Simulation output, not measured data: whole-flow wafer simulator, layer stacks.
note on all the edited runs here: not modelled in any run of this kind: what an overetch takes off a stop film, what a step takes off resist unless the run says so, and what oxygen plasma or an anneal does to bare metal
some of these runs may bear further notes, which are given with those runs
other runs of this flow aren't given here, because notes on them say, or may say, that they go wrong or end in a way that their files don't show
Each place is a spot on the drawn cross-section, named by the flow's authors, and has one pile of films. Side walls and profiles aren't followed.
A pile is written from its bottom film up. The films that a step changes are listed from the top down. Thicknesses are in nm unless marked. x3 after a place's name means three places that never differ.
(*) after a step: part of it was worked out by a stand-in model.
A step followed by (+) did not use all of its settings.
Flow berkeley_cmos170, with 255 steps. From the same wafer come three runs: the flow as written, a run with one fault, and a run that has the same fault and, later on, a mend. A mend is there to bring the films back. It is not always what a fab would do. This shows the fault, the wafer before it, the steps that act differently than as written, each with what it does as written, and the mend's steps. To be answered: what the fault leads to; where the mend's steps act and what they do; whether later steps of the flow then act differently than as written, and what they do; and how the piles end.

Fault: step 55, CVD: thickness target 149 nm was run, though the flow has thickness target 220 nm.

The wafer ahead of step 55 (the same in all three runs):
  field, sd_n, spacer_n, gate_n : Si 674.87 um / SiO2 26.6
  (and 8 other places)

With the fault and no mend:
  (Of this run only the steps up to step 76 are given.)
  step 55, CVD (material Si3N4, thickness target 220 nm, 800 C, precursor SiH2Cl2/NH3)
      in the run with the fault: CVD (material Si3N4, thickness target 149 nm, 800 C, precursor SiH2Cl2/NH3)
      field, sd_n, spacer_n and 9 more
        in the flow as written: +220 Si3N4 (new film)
        in the run with the fault: +149 Si3N4 (new film)
  Steps later in the flow that act otherwise than as written (3 more steps, not shown, differ only slightly: by at most 2% or 0.5 nm, whichever is larger):
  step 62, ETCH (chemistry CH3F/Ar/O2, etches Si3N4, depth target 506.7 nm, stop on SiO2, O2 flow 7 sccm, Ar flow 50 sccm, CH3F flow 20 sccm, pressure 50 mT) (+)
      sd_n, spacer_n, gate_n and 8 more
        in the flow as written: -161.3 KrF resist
        in the run with the fault: -114 KrF resist
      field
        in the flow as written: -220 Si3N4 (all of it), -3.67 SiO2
        in the run with the fault: -149 Si3N4 (all of it), -3.67 SiO2
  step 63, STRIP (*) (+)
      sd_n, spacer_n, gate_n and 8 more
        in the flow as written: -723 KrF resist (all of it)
        in the run with the fault: -770.4 KrF resist (all of it)
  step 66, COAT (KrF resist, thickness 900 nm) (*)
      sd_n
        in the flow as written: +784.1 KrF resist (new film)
        in the run with the fault: +819.5 KrF resist (new film)
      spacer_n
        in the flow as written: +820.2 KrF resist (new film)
        in the run with the fault: +844.7 KrF resist (new film)
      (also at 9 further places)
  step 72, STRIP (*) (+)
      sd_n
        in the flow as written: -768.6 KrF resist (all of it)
        in the run with the fault: -804.1 KrF resist (all of it)
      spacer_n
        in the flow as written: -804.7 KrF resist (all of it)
        in the run with the fault: -829.2 KrF resist (all of it)
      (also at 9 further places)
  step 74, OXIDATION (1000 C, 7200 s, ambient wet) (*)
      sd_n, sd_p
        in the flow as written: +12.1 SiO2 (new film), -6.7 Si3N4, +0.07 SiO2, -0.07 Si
        in the run with the fault: +12.1 SiO2 (new film), -6.7 Si3N4, +1.64 SiO2, -0.72 Si
  After step 76, at sd_n, spacer_n, gate_n and 8 more, the piles differ from the flow's by more than 2% or 0.5 nm, whichever is larger.
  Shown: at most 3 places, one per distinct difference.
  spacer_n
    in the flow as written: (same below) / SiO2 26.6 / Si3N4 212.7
    in the run with the fault: (same below) / SiO2 26.6 / Si3N4 141.7
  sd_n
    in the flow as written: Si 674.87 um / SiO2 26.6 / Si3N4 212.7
    in the run with the fault: Si 674.87 um / SiO2 28.2 / Si3N4 141.7

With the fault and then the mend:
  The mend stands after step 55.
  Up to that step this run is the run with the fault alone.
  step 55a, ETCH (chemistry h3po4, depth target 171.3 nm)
      field, sd_n, spacer_n and 9 more
        -149 Si3N4 (all of it)
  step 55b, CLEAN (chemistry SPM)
      alters no film at any place that is followed
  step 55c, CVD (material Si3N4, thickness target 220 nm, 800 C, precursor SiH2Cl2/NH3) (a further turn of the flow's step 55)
      field, sd_n, spacer_n and 9 more
        +220 Si3N4 (new film)
  None of the later steps of the flow acts differently than as written at any place that is followed.
  At every place that both follow, the piles at the end match the flow's.
